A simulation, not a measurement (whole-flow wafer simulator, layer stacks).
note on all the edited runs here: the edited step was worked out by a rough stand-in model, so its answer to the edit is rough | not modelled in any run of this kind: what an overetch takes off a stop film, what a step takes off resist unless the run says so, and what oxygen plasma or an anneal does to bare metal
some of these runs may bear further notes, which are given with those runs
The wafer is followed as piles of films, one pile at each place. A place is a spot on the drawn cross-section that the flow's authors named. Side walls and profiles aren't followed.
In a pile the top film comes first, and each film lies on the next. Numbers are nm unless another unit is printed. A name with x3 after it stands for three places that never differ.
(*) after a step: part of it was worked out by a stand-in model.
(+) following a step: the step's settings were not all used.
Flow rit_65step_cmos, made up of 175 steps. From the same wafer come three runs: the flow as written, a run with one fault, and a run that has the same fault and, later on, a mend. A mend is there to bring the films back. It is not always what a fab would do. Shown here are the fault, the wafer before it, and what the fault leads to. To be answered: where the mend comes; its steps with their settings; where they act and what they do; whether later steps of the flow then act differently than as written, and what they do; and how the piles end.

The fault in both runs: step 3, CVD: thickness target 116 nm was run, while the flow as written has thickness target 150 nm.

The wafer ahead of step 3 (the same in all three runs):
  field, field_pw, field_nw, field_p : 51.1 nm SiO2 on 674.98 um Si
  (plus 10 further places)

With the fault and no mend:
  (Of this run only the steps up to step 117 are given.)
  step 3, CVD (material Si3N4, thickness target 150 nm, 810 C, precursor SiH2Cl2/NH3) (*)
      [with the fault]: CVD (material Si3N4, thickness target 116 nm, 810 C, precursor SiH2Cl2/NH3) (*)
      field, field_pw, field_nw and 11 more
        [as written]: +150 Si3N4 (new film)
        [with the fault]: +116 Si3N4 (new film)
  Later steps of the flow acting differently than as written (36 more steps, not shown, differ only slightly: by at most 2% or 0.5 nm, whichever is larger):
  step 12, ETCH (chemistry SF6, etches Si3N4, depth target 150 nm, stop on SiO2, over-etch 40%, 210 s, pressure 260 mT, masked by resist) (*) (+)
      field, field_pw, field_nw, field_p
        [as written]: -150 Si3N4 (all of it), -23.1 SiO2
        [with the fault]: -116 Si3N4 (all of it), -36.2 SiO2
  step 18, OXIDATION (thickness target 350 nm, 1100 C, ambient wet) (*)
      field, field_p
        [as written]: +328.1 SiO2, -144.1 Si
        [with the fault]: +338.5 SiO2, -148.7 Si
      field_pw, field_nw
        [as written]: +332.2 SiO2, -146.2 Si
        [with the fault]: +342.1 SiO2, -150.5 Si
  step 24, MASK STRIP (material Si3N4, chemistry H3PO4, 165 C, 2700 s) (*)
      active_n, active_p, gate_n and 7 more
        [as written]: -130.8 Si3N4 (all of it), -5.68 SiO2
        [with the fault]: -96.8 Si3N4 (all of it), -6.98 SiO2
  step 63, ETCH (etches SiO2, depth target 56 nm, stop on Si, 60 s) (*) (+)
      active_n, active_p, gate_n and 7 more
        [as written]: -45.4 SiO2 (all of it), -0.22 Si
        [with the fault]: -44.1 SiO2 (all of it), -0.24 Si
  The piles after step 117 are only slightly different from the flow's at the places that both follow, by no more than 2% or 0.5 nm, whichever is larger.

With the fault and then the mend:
  After step 4 comes the mend.
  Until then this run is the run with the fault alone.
  step 4a, ETCH (chemistry h3po4, depth target 133.4 nm)
      field, field_pw, field_nw and 11 more
        -116 Si3N4 (all of it)
  step 4b, CLEAN (chemistry SC2, 75 C, 600 s)
      alters no film at any place that is followed
  step 4c, CVD (material Si3N4, thickness target 150 nm, 810 C, precursor SiH2Cl2/NH3) (*) (the flow's step 3, run once more)
      field, field_pw, field_nw and 11 more
        +150 Si3N4 (new film)
  Later steps of the flow that are run all act as written at every place that is followed.
  By the end, the piles equal the flow's at every place that both follow.
